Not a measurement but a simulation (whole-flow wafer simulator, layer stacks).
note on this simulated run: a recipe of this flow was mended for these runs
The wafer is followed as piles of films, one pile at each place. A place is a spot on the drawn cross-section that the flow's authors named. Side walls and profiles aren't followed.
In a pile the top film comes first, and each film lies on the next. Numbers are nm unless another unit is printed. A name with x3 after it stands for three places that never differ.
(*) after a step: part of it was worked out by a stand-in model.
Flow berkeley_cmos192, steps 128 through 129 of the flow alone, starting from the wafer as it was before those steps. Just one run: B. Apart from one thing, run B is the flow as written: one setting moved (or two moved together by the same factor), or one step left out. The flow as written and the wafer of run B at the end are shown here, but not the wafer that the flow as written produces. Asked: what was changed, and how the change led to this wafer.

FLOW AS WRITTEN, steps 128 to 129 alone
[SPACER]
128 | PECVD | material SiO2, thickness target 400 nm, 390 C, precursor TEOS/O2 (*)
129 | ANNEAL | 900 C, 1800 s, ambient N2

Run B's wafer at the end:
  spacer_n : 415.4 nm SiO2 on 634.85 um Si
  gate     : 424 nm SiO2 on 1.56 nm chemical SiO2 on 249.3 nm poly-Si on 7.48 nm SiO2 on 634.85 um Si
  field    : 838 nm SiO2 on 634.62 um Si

Cause: step 128, PECVD: thickness target 424 nm was run, though the flow has thickness target 400 nm.
The wafer itself shows it: gate has SiO2 424, and step 128 as written asks for 400 nm.

Step by step, how the change led to this:
  128 | PECVD | material SiO2, thickness target 400 nm, 390 C, precursor TEOS/O2 (*)
      field, sd_n, contact, m1: +424 SiO2 (it would be, as written: +400 SiO2)
      spacer_n, sd_p, spacer_p: +409.6 SiO2 (it would be, as written: +386.5 SiO2)
      (and at 2 other places as well)
